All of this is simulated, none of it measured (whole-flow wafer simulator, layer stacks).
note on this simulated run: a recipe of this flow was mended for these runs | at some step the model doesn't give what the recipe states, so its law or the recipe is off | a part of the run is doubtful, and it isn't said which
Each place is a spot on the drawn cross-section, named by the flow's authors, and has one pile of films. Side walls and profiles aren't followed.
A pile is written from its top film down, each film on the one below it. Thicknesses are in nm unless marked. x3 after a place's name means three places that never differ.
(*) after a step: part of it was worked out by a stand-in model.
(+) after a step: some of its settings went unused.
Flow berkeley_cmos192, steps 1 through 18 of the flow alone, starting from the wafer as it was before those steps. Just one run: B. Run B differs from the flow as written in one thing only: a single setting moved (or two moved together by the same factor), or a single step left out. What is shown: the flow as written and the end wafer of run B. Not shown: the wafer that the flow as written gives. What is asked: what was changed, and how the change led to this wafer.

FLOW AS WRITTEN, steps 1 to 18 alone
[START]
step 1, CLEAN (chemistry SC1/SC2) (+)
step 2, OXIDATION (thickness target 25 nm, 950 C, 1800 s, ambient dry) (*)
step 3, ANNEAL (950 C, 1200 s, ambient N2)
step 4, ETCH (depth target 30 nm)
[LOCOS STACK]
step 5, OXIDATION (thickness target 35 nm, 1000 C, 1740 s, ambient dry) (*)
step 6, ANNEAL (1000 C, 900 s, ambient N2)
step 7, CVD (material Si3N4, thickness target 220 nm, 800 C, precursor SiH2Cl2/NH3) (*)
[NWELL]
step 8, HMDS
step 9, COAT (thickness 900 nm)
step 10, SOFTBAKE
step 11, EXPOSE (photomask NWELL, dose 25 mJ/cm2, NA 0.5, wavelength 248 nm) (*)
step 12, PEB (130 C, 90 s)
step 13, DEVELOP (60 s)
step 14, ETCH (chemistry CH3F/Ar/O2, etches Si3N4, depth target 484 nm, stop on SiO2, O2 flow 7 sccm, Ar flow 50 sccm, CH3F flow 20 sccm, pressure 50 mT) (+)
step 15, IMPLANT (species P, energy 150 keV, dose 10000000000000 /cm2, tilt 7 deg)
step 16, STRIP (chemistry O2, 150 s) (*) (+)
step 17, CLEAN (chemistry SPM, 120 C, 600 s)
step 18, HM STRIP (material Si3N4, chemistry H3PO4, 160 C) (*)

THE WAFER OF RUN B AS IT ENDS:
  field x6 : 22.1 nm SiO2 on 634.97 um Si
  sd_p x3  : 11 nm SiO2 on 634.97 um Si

What caused this: step 2, OXIDATION: thickness target 75 nm was run, whereas the flow has thickness target 25 nm; step 2, OXIDATION: 5400 s was run, where the flow has 1800 s.

The path from the change to this, step by step:
  step 2, OXIDATION (thickness target 25 nm, 950 C, 1800 s, ambient dry) (*)
      field x6, sd_p x3: SiO2 gains 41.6 (new film), chemical SiO2 loses 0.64 (all of it), Si loses 18 (in the flow as written it would be: SiO2 gains 20.7 (new film), chemical SiO2 loses 0.64 (all of it), Si loses 8.82)
  step 4, ETCH (depth target 30 nm)
      field x6, sd_p x3: SiO2 loses 30 (in the flow as written it would be: SiO2 loses 20.7 (all of it))
  step 5, OXIDATION (thickness target 35 nm, 1000 C, 1740 s, ambient dry) (*)
      field x6, sd_p x3: SiO2 gains 23.4, Si loses 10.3 (in the flow as written it would be: SiO2 gains 31.6 (new film), Si loses 13.9)
